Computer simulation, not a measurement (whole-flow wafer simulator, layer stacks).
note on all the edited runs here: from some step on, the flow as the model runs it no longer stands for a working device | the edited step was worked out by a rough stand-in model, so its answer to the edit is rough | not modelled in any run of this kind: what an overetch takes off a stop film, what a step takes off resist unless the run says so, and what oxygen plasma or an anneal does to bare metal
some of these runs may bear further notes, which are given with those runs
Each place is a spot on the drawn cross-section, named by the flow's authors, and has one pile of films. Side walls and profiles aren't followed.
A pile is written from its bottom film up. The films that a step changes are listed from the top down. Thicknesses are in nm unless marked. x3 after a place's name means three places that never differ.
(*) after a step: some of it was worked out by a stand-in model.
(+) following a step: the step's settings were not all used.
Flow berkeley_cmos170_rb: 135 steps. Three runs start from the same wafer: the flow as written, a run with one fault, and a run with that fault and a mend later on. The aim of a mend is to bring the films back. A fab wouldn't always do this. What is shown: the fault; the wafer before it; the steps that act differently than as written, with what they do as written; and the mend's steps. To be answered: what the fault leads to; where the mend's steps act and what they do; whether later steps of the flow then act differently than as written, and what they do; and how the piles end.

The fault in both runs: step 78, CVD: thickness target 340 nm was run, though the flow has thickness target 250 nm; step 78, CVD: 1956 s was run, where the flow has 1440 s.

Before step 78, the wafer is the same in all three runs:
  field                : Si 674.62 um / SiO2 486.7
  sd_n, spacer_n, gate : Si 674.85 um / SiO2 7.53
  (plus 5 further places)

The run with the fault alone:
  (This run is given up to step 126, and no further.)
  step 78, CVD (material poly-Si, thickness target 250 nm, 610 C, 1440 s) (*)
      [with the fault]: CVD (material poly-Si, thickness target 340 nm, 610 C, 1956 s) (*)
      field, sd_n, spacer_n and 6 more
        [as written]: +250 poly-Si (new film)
        [with the fault]: +340 poly-Si (new film)
  Steps later in the flow that act otherwise than as written (5 other steps are not shown; they differ only slightly, by no more than 2% or 0.5 nm, whichever is larger):
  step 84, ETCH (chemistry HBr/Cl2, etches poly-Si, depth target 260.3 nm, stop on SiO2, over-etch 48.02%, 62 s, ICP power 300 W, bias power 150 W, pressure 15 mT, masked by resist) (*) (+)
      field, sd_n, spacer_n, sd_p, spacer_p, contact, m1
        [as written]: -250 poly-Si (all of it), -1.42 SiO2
        [with the fault]: -340 poly-Si (all of it), -0.23 SiO2
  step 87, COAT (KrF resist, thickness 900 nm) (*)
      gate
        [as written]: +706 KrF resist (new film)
        [with the fault]: +637.7 KrF resist (new film)
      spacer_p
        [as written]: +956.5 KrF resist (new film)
        [with the fault]: +976.7 KrF resist (new film)
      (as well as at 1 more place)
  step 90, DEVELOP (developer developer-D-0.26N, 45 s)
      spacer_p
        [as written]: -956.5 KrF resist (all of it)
        [with the fault]: -976.7 KrF resist (all of it)
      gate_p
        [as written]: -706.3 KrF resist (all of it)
        [with the fault]: -638.5 KrF resist (all of it)
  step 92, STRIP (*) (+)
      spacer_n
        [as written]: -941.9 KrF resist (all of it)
        [with the fault]: -961.4 KrF resist (all of it)
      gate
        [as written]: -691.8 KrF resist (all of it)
        [with the fault]: -623.5 KrF resist (all of it)
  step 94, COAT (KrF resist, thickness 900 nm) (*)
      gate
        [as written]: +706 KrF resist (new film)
        [with the fault]: +637.7 KrF resist (new film)
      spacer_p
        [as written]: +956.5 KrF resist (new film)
        [with the fault]: +976.7 KrF resist (new film)
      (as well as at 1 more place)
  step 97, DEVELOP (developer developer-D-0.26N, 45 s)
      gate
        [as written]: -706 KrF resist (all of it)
        [with the fault]: -637.7 KrF resist (all of it)
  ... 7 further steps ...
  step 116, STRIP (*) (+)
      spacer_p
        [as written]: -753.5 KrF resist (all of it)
        [with the fault]: -690.3 KrF resist (all of it)
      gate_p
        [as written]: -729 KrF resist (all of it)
        [with the fault]: -667.3 KrF resist (all of it)
  The piles after step 126 differ from the flow's at spacer_n, gate, spacer_p, gate_p by more than 2% or 0.5 nm, whichever is larger.
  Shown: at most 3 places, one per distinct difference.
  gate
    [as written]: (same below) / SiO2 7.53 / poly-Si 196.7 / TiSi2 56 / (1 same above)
    [with the fault]: (same below) / SiO2 7.53 / poly-Si 286.7 / TiSi2 56 / (1 same above)
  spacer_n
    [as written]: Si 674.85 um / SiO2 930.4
    [with the fault]: Si 674.85 um / SiO2 1020.4
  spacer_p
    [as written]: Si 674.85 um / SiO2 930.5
    [with the fault]: Si 674.85 um / SiO2 1020.5

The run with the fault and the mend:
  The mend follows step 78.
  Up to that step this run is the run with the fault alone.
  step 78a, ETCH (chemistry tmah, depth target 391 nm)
      field, sd_n, spacer_n and 6 more
        -340 poly-Si (all of it)
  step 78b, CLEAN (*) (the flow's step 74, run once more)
      leaves every film unchanged at each place that is followed
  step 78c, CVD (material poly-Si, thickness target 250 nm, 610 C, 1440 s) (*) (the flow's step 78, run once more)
      field, sd_n, spacer_n and 6 more
        +250 poly-Si (new film)
  Later steps of the flow that are run all act as written at every place that is followed.
  The piles end the same as the flow's at every place that both follow.
